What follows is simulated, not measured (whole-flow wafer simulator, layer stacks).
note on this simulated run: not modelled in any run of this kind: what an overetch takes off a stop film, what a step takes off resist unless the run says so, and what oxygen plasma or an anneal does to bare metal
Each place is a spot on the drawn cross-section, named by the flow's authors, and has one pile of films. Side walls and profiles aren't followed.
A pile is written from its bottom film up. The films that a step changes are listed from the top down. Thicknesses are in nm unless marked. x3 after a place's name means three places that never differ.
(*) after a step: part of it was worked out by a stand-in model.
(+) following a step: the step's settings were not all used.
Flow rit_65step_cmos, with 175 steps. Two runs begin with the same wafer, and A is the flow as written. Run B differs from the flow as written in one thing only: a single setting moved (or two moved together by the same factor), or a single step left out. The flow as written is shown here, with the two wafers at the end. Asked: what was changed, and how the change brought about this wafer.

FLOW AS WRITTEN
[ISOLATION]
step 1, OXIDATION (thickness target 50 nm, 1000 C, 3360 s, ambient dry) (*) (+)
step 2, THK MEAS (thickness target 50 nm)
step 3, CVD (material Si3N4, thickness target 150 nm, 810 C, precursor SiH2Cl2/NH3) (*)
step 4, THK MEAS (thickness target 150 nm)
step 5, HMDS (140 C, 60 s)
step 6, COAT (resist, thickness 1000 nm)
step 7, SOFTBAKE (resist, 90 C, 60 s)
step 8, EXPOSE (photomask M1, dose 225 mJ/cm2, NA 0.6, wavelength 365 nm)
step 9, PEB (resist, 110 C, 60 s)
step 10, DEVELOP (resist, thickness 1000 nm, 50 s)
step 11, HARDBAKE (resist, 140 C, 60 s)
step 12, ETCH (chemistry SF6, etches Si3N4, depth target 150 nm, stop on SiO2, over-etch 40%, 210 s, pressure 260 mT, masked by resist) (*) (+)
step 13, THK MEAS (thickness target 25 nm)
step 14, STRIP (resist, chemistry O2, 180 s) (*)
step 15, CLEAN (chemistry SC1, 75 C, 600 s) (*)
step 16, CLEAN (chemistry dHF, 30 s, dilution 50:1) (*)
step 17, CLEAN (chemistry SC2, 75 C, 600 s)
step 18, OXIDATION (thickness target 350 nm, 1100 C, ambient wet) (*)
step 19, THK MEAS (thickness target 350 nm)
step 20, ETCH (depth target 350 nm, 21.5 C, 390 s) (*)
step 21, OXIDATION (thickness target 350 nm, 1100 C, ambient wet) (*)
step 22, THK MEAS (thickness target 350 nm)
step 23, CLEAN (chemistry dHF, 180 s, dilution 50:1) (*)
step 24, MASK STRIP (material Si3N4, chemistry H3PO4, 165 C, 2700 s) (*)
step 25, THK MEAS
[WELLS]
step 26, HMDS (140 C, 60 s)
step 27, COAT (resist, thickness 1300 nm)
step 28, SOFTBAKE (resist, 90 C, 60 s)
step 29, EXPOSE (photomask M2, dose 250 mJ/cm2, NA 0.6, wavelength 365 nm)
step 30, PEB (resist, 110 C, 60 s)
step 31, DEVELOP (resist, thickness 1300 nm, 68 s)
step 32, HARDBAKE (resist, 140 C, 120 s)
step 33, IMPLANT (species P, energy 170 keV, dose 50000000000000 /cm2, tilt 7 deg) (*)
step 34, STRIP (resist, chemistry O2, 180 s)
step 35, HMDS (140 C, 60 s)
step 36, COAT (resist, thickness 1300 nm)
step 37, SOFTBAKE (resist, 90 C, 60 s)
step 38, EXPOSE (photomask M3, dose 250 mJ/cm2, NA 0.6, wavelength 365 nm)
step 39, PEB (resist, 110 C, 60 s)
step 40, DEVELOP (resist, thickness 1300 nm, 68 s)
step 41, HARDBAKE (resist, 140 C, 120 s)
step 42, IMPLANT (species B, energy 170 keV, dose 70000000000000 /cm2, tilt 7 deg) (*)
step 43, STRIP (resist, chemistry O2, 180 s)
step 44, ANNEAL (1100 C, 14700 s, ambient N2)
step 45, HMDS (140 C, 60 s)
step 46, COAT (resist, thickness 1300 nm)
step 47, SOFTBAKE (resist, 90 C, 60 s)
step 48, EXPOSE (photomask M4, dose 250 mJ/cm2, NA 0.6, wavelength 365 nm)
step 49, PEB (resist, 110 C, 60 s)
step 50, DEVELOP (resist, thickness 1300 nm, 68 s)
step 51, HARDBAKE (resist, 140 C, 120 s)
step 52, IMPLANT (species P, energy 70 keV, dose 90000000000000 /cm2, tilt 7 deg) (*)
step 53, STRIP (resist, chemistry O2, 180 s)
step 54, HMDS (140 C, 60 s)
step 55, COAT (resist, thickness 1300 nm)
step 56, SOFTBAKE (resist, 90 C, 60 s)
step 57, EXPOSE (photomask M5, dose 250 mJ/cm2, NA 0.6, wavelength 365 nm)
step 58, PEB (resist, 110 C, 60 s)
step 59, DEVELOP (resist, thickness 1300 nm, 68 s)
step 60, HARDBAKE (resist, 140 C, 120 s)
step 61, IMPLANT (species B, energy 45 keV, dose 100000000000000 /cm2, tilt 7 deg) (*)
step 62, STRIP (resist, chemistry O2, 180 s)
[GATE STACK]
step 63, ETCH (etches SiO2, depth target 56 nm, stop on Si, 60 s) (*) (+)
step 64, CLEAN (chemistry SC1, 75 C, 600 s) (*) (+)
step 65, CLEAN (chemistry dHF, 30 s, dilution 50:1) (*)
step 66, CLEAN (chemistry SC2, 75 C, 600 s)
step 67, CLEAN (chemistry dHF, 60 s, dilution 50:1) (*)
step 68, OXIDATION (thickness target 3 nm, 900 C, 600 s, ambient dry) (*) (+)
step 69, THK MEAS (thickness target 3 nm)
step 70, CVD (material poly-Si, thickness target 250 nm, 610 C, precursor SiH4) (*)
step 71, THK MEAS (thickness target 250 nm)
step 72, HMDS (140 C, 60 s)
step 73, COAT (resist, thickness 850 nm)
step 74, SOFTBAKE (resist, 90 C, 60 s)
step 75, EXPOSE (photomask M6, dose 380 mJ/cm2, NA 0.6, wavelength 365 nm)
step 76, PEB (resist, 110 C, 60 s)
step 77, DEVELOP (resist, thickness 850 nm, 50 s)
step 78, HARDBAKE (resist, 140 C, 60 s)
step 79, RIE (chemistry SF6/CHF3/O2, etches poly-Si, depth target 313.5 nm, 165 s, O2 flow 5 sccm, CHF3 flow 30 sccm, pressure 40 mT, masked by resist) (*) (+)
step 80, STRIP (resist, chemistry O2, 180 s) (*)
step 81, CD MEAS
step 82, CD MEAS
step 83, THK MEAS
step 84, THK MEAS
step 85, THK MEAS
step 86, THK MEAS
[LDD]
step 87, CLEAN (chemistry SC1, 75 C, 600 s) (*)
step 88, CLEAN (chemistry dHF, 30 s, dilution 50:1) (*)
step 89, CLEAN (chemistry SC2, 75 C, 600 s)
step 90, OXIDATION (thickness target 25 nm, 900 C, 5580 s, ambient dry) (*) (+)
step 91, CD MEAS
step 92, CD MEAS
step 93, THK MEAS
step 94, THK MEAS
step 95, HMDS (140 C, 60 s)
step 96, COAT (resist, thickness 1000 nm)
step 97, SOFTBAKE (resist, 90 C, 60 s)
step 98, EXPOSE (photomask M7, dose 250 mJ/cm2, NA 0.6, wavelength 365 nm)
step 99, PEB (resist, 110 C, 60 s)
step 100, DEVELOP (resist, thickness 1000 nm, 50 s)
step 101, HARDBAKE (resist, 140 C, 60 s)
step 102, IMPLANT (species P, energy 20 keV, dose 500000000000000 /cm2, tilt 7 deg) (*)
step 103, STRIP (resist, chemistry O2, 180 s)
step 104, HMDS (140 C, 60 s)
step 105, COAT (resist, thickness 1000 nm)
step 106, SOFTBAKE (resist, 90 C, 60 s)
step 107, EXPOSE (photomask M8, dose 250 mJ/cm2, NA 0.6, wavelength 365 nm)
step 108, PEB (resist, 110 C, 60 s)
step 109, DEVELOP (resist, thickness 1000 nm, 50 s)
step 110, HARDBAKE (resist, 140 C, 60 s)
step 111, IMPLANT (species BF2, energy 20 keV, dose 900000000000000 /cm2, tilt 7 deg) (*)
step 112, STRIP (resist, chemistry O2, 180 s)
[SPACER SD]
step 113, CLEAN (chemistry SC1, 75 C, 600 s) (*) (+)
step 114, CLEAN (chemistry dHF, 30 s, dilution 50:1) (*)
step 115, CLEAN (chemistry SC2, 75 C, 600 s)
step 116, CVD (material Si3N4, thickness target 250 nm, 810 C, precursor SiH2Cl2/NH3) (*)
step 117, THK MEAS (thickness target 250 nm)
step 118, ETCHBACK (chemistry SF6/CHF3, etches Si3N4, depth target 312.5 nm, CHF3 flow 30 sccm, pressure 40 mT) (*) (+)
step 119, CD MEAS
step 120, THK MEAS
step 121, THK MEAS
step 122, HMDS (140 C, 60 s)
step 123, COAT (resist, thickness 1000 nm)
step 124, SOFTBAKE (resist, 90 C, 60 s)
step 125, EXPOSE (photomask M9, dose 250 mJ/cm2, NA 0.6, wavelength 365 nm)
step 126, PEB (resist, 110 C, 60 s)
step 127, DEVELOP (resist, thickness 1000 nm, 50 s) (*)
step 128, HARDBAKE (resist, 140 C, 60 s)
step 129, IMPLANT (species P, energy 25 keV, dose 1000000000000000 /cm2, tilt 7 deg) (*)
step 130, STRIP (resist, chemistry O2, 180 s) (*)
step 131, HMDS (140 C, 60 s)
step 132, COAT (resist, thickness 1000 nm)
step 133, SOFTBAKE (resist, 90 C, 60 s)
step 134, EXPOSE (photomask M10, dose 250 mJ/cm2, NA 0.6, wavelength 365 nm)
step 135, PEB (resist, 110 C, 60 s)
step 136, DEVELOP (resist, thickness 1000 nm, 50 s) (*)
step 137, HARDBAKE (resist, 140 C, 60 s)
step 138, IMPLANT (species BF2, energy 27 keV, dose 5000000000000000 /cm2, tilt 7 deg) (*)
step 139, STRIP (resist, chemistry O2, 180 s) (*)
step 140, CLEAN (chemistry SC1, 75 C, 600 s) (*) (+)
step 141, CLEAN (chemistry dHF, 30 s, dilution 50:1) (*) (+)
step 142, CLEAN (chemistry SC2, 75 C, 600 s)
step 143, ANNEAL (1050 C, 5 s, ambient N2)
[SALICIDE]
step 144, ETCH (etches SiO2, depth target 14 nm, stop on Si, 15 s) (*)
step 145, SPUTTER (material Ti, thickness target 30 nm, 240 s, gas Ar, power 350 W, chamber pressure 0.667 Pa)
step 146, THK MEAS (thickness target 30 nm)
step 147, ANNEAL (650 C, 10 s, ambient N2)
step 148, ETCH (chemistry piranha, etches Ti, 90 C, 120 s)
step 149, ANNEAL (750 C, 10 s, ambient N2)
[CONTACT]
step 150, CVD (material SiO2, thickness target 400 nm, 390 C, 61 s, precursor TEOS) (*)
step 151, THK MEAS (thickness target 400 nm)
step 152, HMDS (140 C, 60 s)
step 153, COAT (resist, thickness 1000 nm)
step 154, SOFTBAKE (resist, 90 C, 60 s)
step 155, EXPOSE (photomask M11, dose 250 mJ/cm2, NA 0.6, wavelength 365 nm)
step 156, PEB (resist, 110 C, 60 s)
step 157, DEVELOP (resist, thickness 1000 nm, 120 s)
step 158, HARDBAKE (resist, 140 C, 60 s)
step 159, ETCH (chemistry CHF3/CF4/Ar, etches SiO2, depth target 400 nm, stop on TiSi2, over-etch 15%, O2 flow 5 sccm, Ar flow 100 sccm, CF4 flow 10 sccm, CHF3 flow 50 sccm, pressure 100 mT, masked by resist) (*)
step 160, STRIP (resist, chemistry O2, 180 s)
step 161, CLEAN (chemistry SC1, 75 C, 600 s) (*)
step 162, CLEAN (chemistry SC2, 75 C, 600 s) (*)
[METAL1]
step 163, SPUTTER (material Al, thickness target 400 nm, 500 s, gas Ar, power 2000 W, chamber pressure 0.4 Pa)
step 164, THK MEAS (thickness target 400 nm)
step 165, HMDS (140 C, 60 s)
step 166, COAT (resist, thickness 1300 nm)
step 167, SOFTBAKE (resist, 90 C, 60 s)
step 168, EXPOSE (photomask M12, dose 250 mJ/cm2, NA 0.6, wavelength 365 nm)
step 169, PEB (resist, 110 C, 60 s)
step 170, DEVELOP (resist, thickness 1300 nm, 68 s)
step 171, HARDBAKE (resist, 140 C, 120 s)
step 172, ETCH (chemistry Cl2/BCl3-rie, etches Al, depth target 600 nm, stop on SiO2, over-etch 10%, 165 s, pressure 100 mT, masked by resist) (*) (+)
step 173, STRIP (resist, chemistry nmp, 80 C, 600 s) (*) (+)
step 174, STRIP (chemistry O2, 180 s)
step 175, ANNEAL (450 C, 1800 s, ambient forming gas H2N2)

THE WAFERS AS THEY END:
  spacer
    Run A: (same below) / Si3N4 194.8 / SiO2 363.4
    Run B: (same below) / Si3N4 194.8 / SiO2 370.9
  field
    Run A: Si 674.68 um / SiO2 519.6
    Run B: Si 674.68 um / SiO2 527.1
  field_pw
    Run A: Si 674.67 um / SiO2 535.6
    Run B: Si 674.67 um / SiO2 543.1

Cause: step 163, SPUTTER: thickness target 460 nm was run, though the flow has thickness target 400 nm.

Step by step, how the change led to this:
  step 163, SPUTTER (material Al, thickness target 400 nm, 500 s, gas Ar, power 2000 W, chamber pressure 0.4 Pa)
      field, field_pw, field_p, spacer, spacer_p: A Al gains 400 (new film) | B Al gains 460 (new film)
      gate_n, gate_p: A Al gains 396 (new film) | B Al gains 453.2 (new film)
      (and at 1 other place as well)
  step 172, ETCH (chemistry Cl2/BCl3-rie, etches Al, depth target 600 nm, stop on SiO2, over-etch 10%, 165 s, pressure 100 mT, masked by resist) (*) (+)
      field, field_pw, field_p, spacer, spacer_p: A Al loses 400 (all of it), SiO2 loses 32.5 | B Al loses 460 (all of it), SiO2 loses 25
      gate_n, gate_p: A Al loses 396 (all of it), SiO2 loses 33 | B Al loses 453.2 (all of it), SiO2 loses 25.9
      (and at 1 other place as well)
